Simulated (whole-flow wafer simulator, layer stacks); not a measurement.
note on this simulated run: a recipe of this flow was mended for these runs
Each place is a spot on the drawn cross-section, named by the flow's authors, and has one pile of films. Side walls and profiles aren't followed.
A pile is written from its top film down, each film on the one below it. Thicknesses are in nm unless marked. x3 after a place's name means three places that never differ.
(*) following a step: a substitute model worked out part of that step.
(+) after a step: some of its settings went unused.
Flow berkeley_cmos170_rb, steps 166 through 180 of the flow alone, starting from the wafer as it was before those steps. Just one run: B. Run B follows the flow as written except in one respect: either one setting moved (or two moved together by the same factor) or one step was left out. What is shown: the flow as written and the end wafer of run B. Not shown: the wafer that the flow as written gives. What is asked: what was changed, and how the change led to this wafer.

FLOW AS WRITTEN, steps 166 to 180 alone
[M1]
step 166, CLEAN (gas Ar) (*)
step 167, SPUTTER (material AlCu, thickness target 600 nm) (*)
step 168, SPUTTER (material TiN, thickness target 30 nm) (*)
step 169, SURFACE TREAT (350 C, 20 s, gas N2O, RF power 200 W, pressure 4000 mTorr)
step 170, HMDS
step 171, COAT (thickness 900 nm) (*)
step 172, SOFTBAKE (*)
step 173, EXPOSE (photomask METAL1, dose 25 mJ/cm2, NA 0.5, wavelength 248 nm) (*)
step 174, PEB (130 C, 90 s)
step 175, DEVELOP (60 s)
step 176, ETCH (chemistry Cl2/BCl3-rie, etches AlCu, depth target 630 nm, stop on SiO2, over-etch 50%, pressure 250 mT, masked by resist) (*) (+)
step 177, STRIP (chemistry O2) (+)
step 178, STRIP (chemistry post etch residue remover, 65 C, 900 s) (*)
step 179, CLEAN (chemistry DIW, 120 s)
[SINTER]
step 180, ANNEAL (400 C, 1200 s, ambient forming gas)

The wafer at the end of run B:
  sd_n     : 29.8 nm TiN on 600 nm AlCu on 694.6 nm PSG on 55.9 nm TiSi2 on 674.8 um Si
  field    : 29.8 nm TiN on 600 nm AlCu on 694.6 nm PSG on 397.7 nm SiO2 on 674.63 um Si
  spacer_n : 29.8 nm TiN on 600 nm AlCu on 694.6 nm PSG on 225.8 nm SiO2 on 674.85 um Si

The reason: step 176, ETCH: chemistry Cl2/BCl3-rie, etches AlCu, depth target 630 nm, stop on SiO2, over-etch 50%, pressure 250 mT, masked by resist (*) (+), was not run.

How this came from the change, step by step:
  step 177, STRIP (chemistry O2) (+)
      contact: KrF-resist loses 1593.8 (all of it) (in the flow as written it would be: KrF-resist loses 1121.3 (all of it))
      m1: KrF-resist loses 834.1 (all of it) (in the flow as written it would be: KrF-resist loses 361.6 (all of it))
With metal films that touch counted as one body, sd_n has 1 body; the flow as written gives 0 bodies.
With metal films that touch counted as one body, field has 1 body; the flow as written gives 0 bodies.
With metal films that touch counted as one body, spacer_n has 1 body; the flow as written gives 0 bodies.
